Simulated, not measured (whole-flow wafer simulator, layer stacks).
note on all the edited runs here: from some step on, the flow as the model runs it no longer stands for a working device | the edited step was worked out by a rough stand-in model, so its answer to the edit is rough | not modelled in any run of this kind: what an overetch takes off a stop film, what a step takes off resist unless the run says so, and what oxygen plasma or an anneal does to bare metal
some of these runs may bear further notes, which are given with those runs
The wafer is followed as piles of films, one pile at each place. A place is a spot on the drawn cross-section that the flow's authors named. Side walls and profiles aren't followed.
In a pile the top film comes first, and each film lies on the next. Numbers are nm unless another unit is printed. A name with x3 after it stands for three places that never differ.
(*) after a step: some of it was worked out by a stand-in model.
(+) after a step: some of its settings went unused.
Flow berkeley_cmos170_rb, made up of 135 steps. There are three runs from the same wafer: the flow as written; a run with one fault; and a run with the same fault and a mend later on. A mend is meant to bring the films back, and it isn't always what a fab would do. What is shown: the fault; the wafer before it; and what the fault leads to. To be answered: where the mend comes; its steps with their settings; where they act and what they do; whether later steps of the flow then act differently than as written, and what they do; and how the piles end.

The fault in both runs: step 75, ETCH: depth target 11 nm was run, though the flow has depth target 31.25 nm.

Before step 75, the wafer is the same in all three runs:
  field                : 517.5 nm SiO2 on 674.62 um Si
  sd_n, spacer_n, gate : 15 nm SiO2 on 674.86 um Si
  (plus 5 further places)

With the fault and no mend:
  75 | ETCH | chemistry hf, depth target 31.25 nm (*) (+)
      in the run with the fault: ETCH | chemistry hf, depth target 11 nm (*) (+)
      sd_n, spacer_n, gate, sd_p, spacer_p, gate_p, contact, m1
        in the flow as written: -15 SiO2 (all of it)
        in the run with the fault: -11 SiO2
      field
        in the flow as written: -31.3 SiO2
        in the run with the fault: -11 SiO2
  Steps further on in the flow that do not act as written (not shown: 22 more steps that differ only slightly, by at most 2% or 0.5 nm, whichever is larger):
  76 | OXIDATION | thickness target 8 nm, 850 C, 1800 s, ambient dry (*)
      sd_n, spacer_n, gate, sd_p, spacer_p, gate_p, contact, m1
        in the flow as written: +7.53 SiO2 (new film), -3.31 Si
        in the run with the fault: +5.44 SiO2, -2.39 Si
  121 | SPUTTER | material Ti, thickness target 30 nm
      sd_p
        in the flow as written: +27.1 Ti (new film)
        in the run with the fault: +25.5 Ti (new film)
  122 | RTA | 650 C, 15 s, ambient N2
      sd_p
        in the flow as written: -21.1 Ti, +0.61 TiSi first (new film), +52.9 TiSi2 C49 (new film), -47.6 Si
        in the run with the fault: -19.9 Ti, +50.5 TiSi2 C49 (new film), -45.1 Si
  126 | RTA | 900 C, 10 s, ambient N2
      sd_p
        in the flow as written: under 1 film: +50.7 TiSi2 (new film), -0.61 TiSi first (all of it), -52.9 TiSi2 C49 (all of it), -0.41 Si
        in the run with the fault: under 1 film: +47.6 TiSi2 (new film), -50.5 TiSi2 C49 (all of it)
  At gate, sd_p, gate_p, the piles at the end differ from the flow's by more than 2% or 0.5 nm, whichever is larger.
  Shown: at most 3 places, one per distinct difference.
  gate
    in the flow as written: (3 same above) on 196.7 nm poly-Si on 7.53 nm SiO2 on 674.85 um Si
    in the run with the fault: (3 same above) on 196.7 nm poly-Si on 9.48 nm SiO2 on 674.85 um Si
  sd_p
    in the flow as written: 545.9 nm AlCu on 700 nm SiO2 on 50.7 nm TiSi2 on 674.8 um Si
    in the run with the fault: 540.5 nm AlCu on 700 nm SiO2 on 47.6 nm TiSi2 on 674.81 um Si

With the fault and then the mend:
  After step 75 comes the mend.
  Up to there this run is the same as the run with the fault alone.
  75a | ETCH | chemistry hf, depth target 20.25 nm (*) (+) (the flow's step 75 again, with other settings)
      sd_n, spacer_n, gate, sd_p, spacer_p, gate_p, contact, m1
        -4.04 SiO2 (all of it)
      field
        -20.2 SiO2
  Later steps of the flow that are run all act as written at every place that is followed, up to a difference of at most 2% or 0.5 nm, whichever is larger.
  At every place that both follow, the piles at the end match the flow's.
